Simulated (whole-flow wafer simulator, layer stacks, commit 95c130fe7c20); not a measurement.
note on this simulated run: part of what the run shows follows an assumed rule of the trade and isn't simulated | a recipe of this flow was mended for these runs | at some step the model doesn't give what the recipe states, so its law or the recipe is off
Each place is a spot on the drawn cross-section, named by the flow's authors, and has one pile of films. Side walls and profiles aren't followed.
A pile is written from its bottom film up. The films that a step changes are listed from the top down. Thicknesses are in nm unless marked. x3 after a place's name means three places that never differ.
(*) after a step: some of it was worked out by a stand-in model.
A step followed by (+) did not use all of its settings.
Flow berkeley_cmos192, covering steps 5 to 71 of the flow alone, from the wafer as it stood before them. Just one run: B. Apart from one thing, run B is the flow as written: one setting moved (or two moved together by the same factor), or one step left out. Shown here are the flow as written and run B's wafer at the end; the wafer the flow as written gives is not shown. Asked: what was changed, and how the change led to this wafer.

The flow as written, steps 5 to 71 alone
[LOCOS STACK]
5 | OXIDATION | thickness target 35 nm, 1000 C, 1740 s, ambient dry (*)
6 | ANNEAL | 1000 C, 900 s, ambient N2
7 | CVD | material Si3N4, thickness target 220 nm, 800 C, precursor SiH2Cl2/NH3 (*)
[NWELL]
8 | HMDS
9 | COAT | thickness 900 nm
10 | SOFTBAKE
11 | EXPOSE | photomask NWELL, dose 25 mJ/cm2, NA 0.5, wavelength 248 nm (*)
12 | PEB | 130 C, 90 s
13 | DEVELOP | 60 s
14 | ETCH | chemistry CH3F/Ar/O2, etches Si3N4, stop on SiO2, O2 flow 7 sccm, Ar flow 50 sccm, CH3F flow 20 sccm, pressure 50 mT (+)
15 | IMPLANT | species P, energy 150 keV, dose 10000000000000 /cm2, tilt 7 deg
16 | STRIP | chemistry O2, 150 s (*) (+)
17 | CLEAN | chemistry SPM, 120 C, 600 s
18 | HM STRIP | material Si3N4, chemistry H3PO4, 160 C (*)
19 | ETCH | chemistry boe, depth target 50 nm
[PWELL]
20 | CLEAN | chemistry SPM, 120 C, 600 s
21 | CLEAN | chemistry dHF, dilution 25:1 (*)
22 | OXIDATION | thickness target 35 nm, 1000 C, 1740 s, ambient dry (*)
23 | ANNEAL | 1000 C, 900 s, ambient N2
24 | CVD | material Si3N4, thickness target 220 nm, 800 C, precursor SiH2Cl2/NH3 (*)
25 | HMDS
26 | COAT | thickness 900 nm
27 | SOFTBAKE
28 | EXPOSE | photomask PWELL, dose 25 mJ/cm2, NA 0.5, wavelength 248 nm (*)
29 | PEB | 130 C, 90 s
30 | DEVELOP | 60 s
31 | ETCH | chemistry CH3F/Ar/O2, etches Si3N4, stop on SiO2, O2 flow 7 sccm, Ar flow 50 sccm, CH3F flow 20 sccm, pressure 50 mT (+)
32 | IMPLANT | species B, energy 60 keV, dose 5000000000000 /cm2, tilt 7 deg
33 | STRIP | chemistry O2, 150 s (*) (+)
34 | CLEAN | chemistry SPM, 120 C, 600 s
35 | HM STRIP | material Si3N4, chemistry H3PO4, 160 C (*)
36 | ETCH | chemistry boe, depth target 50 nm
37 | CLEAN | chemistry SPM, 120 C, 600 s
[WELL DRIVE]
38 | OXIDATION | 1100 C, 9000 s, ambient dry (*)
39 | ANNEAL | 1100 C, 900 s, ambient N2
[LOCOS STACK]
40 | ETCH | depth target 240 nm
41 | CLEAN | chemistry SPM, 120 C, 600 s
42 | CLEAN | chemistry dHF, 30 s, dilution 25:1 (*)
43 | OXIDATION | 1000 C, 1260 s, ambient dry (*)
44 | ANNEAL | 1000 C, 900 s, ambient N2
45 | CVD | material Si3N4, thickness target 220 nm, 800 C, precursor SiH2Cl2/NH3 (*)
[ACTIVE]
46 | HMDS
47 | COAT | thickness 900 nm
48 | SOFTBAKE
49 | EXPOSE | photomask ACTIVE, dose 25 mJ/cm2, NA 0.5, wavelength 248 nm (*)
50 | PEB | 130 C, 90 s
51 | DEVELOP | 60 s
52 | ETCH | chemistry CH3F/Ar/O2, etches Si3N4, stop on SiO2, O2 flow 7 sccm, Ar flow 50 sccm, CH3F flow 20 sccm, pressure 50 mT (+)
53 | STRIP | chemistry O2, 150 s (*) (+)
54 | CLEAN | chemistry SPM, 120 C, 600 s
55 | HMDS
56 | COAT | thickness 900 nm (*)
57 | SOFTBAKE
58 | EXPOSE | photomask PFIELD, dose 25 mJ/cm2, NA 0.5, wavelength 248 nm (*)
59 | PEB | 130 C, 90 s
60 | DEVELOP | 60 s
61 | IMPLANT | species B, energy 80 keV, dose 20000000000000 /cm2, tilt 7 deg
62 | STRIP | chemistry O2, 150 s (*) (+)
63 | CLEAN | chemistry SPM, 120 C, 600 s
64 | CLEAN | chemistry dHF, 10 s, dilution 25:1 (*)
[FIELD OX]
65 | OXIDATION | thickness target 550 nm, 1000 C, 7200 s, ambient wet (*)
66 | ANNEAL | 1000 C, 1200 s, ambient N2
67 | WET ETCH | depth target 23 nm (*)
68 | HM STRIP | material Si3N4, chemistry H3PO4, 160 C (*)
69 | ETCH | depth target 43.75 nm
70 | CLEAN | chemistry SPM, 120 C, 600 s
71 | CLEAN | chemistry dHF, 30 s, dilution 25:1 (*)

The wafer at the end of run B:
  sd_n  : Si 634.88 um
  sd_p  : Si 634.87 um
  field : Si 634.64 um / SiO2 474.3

The reason: step 5, OXIDATION: 700 C was run, while the flow as written has 1000 C.

How this came from the change, step by step:
  5 | OXIDATION | thickness target 35 nm, 1000 C, 1740 s, ambient dry (*)
      field, sd_n, spacer_n and 6 more: +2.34 SiO2 (new film), -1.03 Si (it would be, as written: +31.6 SiO2 (new film), -13.9 Si)
  14 | ETCH | chemistry CH3F/Ar/O2, etches Si3N4, stop on SiO2, O2 flow 7 sccm, Ar flow 50 sccm, CH3F flow 20 sccm, pressure 50 mT (+)
      sd_p, spacer_p, gate_p: -220 Si3N4 (all of it), -2.34 SiO2 (all of it), -1.69 Si (it would be, as written: -220 Si3N4 (all of it), -3.67 SiO2)
  16 | STRIP | chemistry O2, 150 s (*) (+)
      sd_p, spacer_p, gate_p: +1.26 chemical SiO2 (new film), -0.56 Si (it would be, as written: nothing)
  18 | HM STRIP | material Si3N4, chemistry H3PO4, 160 C (*)
      field, sd_n, spacer_n, gate, contact, m1: +0.5 chemical SiO2 (new film), -220 Si3N4 (all of it), -2.34 SiO2 (all of it), -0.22 Si (it would be, as written: -220 Si3N4 (all of it), -12.9 SiO2)
      sd_p, spacer_p, gate_p: -0.76 chemical SiO2, -0.22 Si (it would be, as written: -20.3 SiO2)
  19 | ETCH | chemistry boe, depth target 50 nm
      field, sd_n, spacer_n, gate, contact, m1: -0.5 chemical SiO2 (all of it) (it would be, as written: -18.7 SiO2 (all of it))
      sd_p, spacer_p, gate_p: -0.5 chemical SiO2 (all of it) (it would be, as written: -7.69 SiO2 (all of it))
  65 | OXIDATION | thickness target 550 nm, 1000 C, 7200 s, ambient wet (*)
      sd_p: +12.1 SiO2 (new film), -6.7 Si3N4 (it would be, as written: +12.1 SiO2 (new film), -6.7 Si3N4, +0.06 SiO2, -0.06 Si)
